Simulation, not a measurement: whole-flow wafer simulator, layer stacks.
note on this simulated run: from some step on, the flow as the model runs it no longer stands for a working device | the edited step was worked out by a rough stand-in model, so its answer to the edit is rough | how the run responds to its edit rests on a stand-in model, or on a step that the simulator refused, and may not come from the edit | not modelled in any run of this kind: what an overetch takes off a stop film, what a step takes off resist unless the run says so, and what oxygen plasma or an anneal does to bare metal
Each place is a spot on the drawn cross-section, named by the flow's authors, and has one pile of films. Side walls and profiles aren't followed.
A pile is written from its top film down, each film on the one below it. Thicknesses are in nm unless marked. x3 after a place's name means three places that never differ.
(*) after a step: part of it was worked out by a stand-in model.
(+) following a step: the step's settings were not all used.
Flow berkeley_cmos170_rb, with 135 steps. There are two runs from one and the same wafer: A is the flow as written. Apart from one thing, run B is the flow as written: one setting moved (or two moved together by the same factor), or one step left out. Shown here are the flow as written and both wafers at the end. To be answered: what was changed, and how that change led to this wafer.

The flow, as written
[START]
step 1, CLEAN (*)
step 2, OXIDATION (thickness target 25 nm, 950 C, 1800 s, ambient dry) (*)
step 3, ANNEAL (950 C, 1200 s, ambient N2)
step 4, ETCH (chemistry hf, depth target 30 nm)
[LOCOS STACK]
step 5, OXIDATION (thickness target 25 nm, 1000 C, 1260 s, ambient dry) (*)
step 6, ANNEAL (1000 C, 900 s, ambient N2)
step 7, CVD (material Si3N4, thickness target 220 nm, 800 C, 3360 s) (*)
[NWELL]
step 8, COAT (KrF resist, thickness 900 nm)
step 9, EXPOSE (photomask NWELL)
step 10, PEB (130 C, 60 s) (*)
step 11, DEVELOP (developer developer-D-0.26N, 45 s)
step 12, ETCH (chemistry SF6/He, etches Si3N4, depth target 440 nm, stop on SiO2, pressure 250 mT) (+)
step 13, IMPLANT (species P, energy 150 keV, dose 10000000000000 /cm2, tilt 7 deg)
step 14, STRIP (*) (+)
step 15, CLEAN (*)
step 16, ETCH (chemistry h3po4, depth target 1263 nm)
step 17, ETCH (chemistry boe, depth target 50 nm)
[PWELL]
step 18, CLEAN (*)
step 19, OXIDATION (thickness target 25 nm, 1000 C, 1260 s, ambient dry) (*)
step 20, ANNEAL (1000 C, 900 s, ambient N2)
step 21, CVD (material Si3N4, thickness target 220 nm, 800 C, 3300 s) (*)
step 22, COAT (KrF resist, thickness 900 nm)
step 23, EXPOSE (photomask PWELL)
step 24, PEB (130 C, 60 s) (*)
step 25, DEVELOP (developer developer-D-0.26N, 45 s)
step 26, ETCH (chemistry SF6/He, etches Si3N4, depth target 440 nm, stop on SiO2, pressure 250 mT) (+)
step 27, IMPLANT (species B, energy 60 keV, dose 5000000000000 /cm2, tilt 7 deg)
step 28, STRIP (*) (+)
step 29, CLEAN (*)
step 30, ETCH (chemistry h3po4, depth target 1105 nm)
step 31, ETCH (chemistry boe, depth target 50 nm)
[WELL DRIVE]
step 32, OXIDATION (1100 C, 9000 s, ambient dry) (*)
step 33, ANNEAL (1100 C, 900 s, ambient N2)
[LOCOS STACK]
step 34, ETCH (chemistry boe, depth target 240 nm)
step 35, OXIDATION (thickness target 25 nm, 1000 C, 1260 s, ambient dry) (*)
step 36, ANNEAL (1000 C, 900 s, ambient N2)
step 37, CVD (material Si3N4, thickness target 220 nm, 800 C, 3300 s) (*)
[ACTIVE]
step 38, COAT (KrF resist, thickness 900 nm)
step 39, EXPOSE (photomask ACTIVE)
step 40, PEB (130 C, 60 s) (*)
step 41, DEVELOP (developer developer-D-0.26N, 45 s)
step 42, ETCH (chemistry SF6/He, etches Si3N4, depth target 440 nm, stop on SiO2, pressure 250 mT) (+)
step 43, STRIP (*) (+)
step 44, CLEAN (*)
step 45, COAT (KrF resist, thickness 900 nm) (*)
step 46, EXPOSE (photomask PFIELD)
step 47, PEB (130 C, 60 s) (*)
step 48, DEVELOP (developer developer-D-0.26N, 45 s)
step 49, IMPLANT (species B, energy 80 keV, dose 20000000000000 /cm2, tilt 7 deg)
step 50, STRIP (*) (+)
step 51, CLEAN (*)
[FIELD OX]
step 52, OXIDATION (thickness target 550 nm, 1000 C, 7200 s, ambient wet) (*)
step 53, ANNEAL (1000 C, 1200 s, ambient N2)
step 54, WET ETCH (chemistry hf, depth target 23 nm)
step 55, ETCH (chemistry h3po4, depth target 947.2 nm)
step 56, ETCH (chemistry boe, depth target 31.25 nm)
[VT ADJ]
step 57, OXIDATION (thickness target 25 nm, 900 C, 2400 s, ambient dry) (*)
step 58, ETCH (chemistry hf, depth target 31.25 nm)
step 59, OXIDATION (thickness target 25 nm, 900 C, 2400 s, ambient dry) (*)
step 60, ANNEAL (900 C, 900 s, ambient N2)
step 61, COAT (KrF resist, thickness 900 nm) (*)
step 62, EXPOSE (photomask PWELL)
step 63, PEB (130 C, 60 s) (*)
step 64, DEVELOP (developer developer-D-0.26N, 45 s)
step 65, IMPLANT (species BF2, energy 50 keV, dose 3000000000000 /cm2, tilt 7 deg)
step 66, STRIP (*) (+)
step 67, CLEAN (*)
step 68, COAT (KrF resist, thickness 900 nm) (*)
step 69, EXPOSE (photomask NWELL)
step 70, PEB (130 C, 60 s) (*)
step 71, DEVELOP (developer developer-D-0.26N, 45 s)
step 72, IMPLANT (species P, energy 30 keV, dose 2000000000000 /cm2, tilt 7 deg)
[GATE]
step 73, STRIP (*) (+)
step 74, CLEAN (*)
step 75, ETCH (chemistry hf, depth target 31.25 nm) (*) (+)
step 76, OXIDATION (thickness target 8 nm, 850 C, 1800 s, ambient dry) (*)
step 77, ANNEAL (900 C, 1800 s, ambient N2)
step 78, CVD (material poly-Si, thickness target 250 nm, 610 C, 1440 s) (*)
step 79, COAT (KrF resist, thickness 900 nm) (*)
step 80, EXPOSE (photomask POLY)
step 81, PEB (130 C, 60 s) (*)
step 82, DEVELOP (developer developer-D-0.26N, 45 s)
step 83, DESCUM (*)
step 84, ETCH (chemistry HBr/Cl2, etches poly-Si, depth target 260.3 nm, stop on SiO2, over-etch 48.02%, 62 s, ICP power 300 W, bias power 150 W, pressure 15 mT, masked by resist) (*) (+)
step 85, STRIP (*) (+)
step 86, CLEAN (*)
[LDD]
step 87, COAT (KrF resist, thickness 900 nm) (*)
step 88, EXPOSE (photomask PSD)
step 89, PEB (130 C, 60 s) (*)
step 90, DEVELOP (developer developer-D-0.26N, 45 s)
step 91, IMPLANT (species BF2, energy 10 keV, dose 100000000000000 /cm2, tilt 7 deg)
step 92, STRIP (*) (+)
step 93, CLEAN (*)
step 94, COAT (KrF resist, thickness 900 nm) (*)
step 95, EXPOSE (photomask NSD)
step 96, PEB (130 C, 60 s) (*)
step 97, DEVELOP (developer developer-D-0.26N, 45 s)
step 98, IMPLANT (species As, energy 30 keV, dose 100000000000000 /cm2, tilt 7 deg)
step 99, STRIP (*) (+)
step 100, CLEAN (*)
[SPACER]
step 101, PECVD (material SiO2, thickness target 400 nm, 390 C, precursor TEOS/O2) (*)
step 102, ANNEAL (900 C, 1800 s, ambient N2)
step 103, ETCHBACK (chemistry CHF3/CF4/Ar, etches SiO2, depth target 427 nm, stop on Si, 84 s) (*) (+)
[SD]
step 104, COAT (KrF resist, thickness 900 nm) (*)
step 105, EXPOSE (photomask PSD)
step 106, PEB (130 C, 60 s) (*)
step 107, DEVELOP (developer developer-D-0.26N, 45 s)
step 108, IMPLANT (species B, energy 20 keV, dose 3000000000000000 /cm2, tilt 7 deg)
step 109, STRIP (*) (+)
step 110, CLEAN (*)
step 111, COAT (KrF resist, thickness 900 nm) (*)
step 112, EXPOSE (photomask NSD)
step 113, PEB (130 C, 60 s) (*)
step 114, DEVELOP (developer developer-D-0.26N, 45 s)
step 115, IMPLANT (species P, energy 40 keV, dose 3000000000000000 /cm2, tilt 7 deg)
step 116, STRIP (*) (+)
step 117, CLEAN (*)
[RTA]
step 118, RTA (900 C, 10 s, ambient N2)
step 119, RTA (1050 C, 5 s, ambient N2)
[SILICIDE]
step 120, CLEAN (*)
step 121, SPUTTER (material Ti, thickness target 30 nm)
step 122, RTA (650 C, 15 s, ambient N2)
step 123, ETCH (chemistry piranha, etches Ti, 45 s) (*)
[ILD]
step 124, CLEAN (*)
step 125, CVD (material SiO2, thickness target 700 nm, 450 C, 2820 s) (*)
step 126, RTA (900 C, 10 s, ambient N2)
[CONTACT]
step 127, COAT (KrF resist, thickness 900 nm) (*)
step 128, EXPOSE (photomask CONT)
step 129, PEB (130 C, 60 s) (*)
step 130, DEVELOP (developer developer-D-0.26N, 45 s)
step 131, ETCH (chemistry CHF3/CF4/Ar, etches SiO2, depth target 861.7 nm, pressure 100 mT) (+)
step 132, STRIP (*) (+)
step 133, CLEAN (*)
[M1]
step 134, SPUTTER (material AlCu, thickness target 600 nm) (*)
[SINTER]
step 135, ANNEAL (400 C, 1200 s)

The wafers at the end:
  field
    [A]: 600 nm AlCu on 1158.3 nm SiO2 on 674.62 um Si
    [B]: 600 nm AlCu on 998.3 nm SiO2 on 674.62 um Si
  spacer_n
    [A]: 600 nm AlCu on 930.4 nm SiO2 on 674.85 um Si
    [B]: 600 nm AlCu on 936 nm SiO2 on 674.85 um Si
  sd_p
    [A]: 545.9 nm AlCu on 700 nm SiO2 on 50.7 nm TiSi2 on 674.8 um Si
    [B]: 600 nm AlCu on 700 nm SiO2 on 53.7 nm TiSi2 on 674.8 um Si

What caused this: step 101, PECVD: thickness target 240 nm was run, whereas the flow has thickness target 400 nm.

Step by step, how the change led to this:
  step 101, PECVD (material SiO2, thickness target 400 nm, 390 C, precursor TEOS/O2) (*)
      field, sd_n, contact, m1: A +400 SiO2 | B +240 SiO2
      gate, gate_p: A +400 SiO2 (new film) | B +240 SiO2 (new film)
      (and at 3 other places as well)
  step 103, ETCHBACK (chemistry CHF3/CF4/Ar, etches SiO2, depth target 427 nm, stop on Si, 84 s) (*) (+)
      spacer_n, spacer_p: A -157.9 SiO2 | B nothing
      sd_n, contact, m1: A -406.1 SiO2 (all of it) | B -246.1 SiO2 (all of it)
      (and at 3 other places as well)
  step 104, COAT (KrF resist, thickness 900 nm) (*)
      field: A +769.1 KrF resist (new film) | B +873.3 KrF resist (new film)
      sd_n: A +982.1 KrF resist (new film) | B +929.8 KrF resist (new film)
      (and at 7 other places as well)
  step 107, DEVELOP (developer developer-D-0.26N, 45 s)
      sd_p: A -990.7 KrF resist (all of it) | B -951 KrF resist (all of it)
      spacer_p: A -767.7 KrF resist (all of it) | B -737 KrF resist (all of it)
      (and at 1 other place as well)
  step 109, STRIP (*) (+)
      field: A -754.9 KrF resist (all of it) | B -859.1 KrF resist (all of it)
      sd_n: A -967.9 KrF resist (all of it) | B -915.6 KrF resist (all of it)
      (and at 4 other places as well)
  step 111, COAT (KrF resist, thickness 900 nm) (*)
      field: A +769.1 KrF resist (new film) | B +873.3 KrF resist (new film)
      sd_n: A +982.1 KrF resist (new film) | B +929.8 KrF resist (new film)
      (and at 7 other places as well)
  step 114, DEVELOP (developer developer-D-0.26N, 45 s)
      sd_n: A -982.1 KrF resist (all of it) | B -929.8 KrF resist (all of it)
      spacer_n: A -766.3 KrF resist (all of it) | B -736.7 KrF resist (all of it)
      (and at 2 other places as well)
  step 116, STRIP (*) (+)
      field: A -754.9 KrF resist (all of it) | B -859.1 KrF resist (all of it)
      sd_p: A -976.5 KrF resist (all of it) | B -936.8 KrF resist (all of it)
      (and at 3 other places as well)
  step 121, SPUTTER (material Ti, thickness target 30 nm)
      sd_p: A +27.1 Ti (new film) | B +28.8 Ti (new film)
  step 122, RTA (650 C, 15 s, ambient N2)
      sd_p: A -21.1 Ti, +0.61 TiSi first (new film), +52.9 TiSi2 C49 (new film), -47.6 Si | B -22.4 Ti, +3.75 TiSi first (new film), +51.5 TiSi2 C49 (new film), -48.4 Si
  step 126, RTA (900 C, 10 s, ambient N2)
      sd_p: A under 1 film: +50.7 TiSi2 (new film), -0.61 TiSi first (all of it), -52.9 TiSi2 C49 (all of it), -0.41 Si | B under 1 film: +53.7 TiSi2 (new film), -3.75 TiSi first (all of it), -51.5 TiSi2 C49 (all of it), -2.49 Si
  step 127, COAT (KrF resist, thickness 900 nm) (*)
      field: A +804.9 KrF resist (new film) | B +895.5 KrF resist (new film)
      sd_n: A +1010 KrF resist (new film) | B +943.9 KrF resist (new film)
      (and at 7 other places as well)
  step 130, DEVELOP (developer developer-D-0.26N, 45 s)
      contact: A -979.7 KrF resist (all of it) | B -934.6 KrF resist (all of it)
  step 132, STRIP (*) (+)
      field: A -575.3 KrF resist (all of it) | B -665.8 KrF resist (all of it)
      sd_n: A -780.4 KrF resist (all of it) | B -714.3 KrF resist (all of it)
      (and at 6 other places as well)
  step 134, SPUTTER (material AlCu, thickness target 600 nm) (*)
      sd_p: A +545.9 AlCu (new film) | B +600 AlCu (new film)
